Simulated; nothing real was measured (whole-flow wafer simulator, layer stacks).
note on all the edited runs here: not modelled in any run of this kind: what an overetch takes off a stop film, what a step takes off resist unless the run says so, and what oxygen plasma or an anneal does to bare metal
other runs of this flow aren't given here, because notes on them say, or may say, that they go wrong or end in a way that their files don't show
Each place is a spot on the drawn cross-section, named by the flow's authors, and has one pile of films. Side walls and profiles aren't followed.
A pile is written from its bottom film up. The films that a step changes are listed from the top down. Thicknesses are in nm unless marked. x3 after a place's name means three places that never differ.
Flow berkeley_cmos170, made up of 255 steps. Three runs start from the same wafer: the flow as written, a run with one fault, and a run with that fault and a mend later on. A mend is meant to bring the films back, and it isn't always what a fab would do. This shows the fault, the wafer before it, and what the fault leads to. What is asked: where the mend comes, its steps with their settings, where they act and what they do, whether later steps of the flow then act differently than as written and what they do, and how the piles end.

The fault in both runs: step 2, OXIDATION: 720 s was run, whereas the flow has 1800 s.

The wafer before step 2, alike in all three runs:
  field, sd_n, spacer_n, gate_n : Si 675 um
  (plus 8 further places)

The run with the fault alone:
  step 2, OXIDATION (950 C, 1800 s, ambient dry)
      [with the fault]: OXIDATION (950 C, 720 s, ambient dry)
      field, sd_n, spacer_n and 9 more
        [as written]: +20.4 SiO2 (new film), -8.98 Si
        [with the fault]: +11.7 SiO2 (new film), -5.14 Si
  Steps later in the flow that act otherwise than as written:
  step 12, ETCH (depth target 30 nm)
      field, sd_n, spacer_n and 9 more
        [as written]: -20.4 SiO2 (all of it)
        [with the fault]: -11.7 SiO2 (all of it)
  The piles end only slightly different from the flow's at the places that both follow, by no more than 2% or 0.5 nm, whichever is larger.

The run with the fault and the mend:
  After step 2 comes the mend.
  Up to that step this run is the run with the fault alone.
  step 2a, OXIDATION (950 C, 1080 s, ambient dry) (a further turn of the flow's step 2, with different settings)
      field, sd_n, spacer_n and 9 more
        +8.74 SiO2, -3.85 Si
  Every later step of the flow that is run acts as written at every place that is followed.
  At every place that both follow, the piles at the end match the flow's.
